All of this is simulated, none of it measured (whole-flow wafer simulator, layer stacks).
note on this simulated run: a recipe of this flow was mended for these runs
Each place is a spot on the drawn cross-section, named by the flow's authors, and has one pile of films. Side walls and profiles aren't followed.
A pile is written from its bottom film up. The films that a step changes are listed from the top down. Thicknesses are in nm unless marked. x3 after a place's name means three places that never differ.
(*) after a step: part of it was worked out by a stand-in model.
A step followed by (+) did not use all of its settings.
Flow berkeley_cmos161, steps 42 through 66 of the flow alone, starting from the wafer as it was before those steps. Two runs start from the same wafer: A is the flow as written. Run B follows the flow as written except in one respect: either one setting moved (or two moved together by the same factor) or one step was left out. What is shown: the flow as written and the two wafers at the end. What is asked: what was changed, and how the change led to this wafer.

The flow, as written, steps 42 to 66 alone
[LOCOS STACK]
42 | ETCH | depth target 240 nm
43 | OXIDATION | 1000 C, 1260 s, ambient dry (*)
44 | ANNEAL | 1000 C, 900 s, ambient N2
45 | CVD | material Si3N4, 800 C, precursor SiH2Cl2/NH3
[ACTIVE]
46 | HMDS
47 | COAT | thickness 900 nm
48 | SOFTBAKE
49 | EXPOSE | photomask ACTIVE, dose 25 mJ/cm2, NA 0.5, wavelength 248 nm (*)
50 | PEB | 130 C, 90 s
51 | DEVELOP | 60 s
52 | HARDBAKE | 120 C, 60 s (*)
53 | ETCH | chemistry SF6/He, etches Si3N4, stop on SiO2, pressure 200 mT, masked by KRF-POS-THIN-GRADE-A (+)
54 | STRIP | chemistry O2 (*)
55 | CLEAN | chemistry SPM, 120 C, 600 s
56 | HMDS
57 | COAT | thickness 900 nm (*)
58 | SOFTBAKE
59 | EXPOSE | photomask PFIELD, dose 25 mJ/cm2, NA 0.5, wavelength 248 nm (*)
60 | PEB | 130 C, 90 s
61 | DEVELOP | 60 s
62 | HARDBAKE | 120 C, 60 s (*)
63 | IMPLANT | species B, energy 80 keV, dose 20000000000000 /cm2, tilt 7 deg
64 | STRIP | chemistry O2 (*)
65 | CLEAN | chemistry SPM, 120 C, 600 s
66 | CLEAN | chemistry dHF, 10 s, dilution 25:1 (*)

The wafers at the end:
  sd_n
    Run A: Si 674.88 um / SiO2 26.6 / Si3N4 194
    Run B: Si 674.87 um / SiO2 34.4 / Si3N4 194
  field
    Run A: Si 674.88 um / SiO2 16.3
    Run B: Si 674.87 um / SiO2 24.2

The reason: step 43, OXIDATION: 2016 s was run, while the flow as written has 1260 s.

Step by step, how the change led to this:
  43 | OXIDATION | 1000 C, 1260 s, ambient dry (*)
      field, sd_n, spacer_n and 6 more: A SiO2 gains 26.6 (new film), Si loses 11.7 | B SiO2 gains 34.4 (new film), Si loses 15.1
